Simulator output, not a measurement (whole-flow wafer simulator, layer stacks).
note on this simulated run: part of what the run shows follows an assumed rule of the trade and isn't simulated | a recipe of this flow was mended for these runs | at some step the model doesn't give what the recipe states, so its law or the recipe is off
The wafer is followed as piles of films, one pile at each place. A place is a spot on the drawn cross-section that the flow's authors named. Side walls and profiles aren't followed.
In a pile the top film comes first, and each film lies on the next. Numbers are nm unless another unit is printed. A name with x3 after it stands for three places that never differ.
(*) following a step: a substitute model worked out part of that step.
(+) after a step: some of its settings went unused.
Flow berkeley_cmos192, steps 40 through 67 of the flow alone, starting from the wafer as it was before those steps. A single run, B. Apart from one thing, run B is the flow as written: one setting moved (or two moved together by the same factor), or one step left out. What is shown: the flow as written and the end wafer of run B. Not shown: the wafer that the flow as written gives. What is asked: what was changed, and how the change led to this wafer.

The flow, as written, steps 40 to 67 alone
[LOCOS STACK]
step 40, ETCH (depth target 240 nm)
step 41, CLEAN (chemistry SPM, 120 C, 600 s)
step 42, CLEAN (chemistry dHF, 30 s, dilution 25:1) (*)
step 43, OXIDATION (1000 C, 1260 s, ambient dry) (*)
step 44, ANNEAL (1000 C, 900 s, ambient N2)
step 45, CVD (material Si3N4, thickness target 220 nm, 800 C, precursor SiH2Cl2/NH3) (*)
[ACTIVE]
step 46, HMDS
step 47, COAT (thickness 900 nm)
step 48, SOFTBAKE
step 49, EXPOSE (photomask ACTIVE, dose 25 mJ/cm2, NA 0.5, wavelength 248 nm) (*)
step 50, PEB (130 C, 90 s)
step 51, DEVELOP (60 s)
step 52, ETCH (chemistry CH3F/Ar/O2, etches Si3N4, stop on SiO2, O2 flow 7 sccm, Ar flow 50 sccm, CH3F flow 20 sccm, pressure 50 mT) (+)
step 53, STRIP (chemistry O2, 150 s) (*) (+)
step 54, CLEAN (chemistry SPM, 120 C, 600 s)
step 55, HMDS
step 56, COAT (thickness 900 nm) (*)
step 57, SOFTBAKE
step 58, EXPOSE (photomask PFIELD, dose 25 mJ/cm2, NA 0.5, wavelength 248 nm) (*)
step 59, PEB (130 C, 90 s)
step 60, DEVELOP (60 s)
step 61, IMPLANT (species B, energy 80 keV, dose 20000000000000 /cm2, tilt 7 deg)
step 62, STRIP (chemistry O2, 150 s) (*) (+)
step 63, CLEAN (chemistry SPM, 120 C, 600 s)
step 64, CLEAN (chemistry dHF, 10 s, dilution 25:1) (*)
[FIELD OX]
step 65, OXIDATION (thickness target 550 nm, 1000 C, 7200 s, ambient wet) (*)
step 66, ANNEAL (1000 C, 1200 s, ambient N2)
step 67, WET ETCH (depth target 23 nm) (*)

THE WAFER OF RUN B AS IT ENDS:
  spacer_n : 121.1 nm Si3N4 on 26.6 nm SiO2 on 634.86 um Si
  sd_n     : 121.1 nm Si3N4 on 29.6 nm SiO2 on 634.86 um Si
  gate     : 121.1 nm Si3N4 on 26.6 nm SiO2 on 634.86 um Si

Cause: step 45, CVD: 765 C was run, though the flow has 800 C.

Step by step, how the change led to this:
  step 45, CVD (material Si3N4, thickness target 220 nm, 800 C, precursor SiH2Cl2/NH3) (*)
      field, sd_n, spacer_n and 6 more: +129 Si3N4 (new film) (it would be, as written: +220 Si3N4 (new film))
  step 52, ETCH (chemistry CH3F/Ar/O2, etches Si3N4, stop on SiO2, O2 flow 7 sccm, Ar flow 50 sccm, CH3F flow 20 sccm, pressure 50 mT) (+)
      sd_n, spacer_n, gate, sd_p, spacer_p, gate_p, contact, m1: -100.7 KrF-resist (it would be, as written: -161.3 KrF-resist)
      field: -129 Si3N4 (all of it), -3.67 SiO2 (it would be, as written: -220 Si3N4 (all of it), -3.67 SiO2)
  step 53, STRIP (chemistry O2, 150 s) (*) (+)
      sd_n, spacer_n, gate, sd_p, spacer_p, gate_p, contact, m1: -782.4 KrF-resist (all of it) (it would be, as written: -721.7 KrF-resist (all of it))
  step 56, COAT (thickness 900 nm) (*)
      field: +936.1 KrF-resist (new film) (it would be, as written: +961.2 KrF-resist (new film))
      sd_n: +831.6 KrF-resist (new film) (it would be, as written: +785.2 KrF-resist (new film))
      (as well as at 7 more places)
  step 60, DEVELOP (60 s)
      field: -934 KrF-resist (all of it) (it would be, as written: -959 KrF-resist (all of it))
  step 62, STRIP (chemistry O2, 150 s) (*) (+)
      sd_n: -814.8 KrF-resist (all of it) (it would be, as written: -768.5 KrF-resist (all of it))
      spacer_n: -833.5 KrF-resist (all of it) (it would be, as written: -801.2 KrF-resist (all of it))
      (as well as at 6 more places)
  step 65, OXIDATION (thickness target 550 nm, 1000 C, 7200 s, ambient wet) (*)
      gate: +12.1 SiO2 (new film), -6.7 Si3N4 (it would be, as written: +12.1 SiO2 (new film), -6.7 Si3N4, +0.05 SiO2, -0.05 Si)
      sd_n, sd_p: +12.1 SiO2 (new film), -6.7 Si3N4, +3.01 SiO2, -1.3 Si (it would be, as written: +12.1 SiO2 (new film), -6.7 Si3N4, +0.06 SiO2, -0.06 Si)
